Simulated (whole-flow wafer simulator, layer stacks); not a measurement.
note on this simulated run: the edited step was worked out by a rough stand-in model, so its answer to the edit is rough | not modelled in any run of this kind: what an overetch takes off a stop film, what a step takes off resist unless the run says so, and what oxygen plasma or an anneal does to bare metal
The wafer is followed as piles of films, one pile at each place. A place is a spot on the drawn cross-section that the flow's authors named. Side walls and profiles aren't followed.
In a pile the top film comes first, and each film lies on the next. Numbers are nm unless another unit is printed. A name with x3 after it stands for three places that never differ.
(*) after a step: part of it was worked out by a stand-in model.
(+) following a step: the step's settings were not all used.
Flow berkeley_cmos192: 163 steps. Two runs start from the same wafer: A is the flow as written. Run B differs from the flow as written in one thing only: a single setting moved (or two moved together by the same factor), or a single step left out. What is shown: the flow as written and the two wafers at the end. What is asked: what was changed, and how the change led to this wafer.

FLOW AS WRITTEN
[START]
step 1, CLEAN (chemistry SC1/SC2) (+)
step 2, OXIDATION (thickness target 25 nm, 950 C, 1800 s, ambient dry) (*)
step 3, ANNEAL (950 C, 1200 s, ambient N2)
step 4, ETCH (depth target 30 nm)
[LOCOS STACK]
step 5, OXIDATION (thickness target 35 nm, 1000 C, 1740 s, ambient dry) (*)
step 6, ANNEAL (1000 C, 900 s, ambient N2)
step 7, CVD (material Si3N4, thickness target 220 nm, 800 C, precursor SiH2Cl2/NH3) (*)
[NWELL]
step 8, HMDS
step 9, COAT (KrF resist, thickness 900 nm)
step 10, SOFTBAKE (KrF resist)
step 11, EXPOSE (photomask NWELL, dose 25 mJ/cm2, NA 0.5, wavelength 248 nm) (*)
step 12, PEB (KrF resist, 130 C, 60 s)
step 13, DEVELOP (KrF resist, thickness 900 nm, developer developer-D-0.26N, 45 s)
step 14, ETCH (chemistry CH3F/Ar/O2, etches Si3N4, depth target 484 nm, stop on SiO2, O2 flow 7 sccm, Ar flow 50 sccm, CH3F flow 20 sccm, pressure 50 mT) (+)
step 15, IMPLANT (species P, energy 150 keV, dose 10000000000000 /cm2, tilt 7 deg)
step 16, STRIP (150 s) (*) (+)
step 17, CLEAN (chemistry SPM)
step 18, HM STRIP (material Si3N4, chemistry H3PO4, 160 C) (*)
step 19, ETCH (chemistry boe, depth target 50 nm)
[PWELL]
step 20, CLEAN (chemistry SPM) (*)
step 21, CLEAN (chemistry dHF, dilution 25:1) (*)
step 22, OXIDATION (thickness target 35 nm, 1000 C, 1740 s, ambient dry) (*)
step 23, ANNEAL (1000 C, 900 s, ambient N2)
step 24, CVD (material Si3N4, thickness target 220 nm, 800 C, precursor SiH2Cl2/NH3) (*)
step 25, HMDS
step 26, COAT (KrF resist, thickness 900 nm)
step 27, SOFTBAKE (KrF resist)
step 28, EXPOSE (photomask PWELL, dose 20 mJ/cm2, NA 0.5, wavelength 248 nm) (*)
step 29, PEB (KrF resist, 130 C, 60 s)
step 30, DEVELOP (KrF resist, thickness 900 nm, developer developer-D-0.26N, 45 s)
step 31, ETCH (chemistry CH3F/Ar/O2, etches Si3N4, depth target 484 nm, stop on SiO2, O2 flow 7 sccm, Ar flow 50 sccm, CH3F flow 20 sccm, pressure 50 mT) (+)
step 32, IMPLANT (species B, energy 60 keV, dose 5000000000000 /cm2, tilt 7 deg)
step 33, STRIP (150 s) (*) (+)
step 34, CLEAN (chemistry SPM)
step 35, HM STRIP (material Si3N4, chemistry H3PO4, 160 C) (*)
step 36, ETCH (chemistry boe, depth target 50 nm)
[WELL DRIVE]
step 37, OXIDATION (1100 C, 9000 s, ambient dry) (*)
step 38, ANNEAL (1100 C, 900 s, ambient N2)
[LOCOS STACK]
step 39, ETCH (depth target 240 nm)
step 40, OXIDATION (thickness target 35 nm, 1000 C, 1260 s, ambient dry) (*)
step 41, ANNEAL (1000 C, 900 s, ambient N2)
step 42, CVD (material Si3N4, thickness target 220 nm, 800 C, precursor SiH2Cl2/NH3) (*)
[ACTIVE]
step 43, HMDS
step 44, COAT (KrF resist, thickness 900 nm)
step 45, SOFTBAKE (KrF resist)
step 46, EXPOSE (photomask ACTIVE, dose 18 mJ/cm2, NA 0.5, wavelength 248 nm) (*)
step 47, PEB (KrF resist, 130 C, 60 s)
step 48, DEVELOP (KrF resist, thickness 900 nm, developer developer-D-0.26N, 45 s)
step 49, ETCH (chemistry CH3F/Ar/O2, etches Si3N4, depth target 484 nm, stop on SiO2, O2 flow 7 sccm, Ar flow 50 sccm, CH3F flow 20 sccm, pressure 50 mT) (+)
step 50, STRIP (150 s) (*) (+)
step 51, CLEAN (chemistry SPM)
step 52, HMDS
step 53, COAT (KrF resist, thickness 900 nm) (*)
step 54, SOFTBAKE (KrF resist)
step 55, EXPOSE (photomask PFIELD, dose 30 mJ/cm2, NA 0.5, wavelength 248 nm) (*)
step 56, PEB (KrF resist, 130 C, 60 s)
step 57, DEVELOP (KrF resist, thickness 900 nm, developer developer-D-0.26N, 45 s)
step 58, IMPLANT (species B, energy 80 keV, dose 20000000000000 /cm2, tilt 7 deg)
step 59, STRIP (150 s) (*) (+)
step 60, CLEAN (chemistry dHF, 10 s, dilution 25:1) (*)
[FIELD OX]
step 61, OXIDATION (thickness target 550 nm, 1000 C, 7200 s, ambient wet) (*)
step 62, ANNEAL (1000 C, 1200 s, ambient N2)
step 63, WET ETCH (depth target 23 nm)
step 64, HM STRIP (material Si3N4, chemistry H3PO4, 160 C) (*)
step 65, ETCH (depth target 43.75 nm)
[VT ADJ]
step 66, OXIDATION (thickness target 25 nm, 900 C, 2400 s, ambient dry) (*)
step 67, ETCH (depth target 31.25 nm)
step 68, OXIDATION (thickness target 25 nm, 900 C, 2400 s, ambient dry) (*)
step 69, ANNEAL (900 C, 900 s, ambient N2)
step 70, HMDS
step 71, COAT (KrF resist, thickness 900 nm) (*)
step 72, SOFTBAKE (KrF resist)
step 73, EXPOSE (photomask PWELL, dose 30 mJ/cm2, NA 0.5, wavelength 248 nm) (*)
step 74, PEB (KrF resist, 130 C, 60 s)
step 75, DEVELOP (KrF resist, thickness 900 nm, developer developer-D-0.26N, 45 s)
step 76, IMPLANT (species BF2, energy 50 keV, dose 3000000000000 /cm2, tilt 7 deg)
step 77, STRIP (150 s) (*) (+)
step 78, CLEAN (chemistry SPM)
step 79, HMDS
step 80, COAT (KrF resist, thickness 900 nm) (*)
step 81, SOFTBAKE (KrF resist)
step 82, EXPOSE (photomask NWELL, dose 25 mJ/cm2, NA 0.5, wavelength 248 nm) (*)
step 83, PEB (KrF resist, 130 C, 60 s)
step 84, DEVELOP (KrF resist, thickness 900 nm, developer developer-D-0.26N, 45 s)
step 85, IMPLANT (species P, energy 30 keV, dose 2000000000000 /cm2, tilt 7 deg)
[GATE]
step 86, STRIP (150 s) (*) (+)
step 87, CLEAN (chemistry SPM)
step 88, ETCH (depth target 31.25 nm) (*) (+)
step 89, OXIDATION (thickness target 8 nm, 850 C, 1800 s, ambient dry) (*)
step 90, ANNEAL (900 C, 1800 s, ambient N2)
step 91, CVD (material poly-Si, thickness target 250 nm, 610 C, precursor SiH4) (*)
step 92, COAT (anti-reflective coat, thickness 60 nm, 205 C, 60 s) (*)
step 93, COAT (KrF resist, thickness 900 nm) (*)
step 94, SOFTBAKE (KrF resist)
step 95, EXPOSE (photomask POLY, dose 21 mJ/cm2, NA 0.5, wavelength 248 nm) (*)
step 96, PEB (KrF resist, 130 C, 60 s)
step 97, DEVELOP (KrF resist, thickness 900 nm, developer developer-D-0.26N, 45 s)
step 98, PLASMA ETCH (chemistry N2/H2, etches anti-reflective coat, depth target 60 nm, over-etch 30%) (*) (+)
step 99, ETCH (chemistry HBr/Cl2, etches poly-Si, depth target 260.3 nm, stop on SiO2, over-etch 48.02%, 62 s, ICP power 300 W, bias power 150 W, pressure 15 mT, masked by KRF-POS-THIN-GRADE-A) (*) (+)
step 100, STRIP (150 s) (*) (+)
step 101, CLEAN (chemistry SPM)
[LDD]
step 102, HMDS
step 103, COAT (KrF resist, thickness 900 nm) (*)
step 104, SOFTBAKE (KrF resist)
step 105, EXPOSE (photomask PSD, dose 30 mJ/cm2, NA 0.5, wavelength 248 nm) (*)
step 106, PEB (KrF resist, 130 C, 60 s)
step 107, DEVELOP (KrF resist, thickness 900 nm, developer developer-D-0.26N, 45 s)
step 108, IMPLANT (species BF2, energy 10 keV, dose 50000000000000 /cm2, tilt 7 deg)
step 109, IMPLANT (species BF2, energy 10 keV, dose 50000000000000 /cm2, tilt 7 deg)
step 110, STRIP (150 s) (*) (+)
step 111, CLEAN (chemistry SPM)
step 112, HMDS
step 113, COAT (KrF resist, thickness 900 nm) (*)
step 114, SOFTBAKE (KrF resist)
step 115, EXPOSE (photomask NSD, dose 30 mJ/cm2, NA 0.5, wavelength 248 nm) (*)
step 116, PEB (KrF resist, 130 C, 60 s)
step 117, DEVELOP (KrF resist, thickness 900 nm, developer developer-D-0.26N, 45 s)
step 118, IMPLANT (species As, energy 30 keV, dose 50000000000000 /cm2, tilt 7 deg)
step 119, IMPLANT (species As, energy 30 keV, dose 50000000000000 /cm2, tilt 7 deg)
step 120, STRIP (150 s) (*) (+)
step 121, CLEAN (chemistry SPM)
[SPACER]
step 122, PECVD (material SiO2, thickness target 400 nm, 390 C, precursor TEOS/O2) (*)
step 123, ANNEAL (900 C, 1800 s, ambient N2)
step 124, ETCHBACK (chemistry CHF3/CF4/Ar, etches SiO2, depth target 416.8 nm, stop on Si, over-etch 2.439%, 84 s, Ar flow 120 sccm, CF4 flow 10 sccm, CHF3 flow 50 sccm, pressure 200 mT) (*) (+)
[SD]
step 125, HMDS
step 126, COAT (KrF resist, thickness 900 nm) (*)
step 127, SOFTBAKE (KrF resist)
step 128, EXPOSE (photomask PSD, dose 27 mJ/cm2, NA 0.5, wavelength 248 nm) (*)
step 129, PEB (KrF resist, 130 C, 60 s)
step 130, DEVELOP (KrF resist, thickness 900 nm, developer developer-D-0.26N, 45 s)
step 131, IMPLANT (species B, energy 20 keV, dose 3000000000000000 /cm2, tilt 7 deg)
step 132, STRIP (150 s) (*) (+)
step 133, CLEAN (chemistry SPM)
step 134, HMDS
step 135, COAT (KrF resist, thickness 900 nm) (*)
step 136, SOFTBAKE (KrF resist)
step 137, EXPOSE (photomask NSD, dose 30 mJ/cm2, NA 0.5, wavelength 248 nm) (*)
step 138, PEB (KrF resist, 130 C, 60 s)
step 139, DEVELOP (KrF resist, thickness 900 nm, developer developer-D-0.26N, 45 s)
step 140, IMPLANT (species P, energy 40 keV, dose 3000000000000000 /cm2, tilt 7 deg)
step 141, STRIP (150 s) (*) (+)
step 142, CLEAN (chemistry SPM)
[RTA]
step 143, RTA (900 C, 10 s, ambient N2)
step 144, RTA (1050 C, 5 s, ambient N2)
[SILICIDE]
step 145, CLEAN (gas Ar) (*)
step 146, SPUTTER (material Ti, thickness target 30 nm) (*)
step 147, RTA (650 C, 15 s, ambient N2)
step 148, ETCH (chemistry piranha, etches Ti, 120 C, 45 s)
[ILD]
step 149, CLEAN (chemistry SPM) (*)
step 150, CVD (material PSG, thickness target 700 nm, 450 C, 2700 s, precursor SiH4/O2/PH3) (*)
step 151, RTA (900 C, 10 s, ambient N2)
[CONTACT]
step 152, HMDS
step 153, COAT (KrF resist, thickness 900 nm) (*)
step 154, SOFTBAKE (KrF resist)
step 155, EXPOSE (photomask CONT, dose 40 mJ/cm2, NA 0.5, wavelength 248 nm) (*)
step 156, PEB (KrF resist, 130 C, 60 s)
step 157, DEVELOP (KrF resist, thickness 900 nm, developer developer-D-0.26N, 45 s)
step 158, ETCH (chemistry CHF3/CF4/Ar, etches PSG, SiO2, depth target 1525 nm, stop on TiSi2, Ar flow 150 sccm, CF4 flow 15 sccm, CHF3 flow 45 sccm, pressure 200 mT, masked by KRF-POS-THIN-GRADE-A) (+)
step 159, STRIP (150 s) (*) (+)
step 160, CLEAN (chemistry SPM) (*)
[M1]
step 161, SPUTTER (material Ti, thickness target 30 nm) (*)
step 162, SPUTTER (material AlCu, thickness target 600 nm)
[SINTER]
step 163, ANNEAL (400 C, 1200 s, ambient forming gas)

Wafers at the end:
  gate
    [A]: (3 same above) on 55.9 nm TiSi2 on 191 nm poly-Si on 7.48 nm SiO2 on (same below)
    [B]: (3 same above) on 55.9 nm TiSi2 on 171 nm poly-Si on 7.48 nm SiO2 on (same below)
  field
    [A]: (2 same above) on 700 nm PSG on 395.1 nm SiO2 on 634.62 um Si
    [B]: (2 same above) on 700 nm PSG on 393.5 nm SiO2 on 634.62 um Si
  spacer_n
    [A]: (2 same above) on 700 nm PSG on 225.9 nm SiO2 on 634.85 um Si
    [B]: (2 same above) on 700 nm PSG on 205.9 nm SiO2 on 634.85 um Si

What caused this: step 91, CVD: thickness target 230 nm was run, while the flow as written has thickness target 250 nm.

Step by step, how the change led to this:
  step 91, CVD (material poly-Si, thickness target 250 nm, 610 C, precursor SiH4) (*)
      field, sd_n, spacer_n and 6 more: A +250 poly-Si (new film) | B +230 poly-Si (new film)
  step 99, ETCH (chemistry HBr/Cl2, etches poly-Si, depth target 260.3 nm, stop on SiO2, over-etch 48.02%, 62 s, ICP power 300 W, bias power 150 W, pressure 15 mT, masked by KRF-POS-THIN-GRADE-A) (*) (+)
      field, spacer_n, spacer_p: A -245.8 poly-Si (all of it), -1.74 SiO2 | B -225.8 poly-Si (all of it), -3.28 SiO2
      sd_n: A -248.8 poly-Si (all of it), -1.51 SiO2 | B -228.8 poly-Si (all of it), -3.05 SiO2
      (also at 3 further places)
  step 103, COAT (KrF resist, thickness 900 nm) (*)
      gate: A +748 KrF resist (new film) | B +764 KrF resist (new film)
      gate_p: A +744.1 KrF resist (new film) | B +760 KrF resist (new film)
  step 107, DEVELOP (KrF resist, thickness 900 nm, developer developer-D-0.26N, 45 s)
      gate_p: A -742.9 KrF resist (all of it) | B -758.8 KrF resist (all of it)
  step 110, STRIP (150 s) (*) (+)
      gate: A -732.7 KrF resist (all of it), +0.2 chemical SiO2, -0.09 poly-Si | B -748.6 KrF resist (all of it), +0.2 chemical SiO2, -0.09 poly-Si
  step 113, COAT (KrF resist, thickness 900 nm) (*)
      gate: A +747.9 KrF resist (new film) | B +763.9 KrF resist (new film)
      gate_p: A +743.9 KrF resist (new film) | B +759.9 KrF resist (new film)
  step 117, DEVELOP (KrF resist, thickness 900 nm, developer developer-D-0.26N, 45 s)
      gate: A -746.8 KrF resist (all of it) | B -762.7 KrF resist (all of it)
  step 120, STRIP (150 s) (*) (+)
      gate_p: A -728.6 KrF resist (all of it), +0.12 chemical SiO2, -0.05 poly-Si | B -744.6 KrF resist (all of it), +0.12 chemical SiO2, -0.05 poly-Si
  step 124, ETCHBACK (chemistry CHF3/CF4/Ar, etches SiO2, depth target 416.8 nm, stop on Si, over-etch 2.439%, 84 s, Ar flow 120 sccm, CF4 flow 10 sccm, CHF3 flow 50 sccm, pressure 200 mT) (*) (+)
      spacer_n: A -160 SiO2 | B -178.4 SiO2
      spacer_p: A -159.9 SiO2 | B -178.4 SiO2
